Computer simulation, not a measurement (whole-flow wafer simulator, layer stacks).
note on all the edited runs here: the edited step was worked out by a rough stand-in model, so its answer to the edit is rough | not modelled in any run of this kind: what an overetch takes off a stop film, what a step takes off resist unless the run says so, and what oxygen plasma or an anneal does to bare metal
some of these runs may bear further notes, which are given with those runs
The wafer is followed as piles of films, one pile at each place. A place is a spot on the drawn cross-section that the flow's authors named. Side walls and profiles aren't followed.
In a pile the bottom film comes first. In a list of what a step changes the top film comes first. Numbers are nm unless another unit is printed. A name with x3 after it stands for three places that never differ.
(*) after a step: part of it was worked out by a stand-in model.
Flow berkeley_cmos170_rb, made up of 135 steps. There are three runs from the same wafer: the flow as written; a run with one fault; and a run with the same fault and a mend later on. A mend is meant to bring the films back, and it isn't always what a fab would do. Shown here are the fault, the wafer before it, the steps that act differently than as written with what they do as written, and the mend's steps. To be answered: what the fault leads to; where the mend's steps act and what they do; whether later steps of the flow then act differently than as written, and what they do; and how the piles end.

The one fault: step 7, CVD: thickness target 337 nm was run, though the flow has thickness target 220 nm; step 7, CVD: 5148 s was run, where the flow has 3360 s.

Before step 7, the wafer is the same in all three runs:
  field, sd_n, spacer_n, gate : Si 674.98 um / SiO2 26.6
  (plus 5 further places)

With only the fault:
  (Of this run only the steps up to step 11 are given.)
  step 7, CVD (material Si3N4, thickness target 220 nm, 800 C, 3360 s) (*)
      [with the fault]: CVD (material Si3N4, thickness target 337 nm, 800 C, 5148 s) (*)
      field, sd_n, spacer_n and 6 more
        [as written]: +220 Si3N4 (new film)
        [with the fault]: +337 Si3N4 (new film)
  Every later step of the flow up to step 11 that is run acts as written at every place that is followed.
  Once step 11 is done, the piles at field, sd_n, spacer_n and 6 more depart from the flow's by more than 2% or 0.5 nm, whichever is larger.
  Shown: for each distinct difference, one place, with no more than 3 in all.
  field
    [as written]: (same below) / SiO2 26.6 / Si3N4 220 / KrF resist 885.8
    [with the fault]: (same below) / SiO2 26.6 / Si3N4 337 / KrF resist 885.8
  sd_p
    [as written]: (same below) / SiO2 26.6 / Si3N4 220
    [with the fault]: (same below) / SiO2 26.6 / Si3N4 337

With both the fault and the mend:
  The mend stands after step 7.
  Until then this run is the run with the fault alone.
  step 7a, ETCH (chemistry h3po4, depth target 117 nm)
      field, sd_n, spacer_n and 6 more
        -117 Si3N4
  Every later step of the flow that is run acts as written at every place that is followed.
  By the end, the piles equal the flow's at every place that both follow.
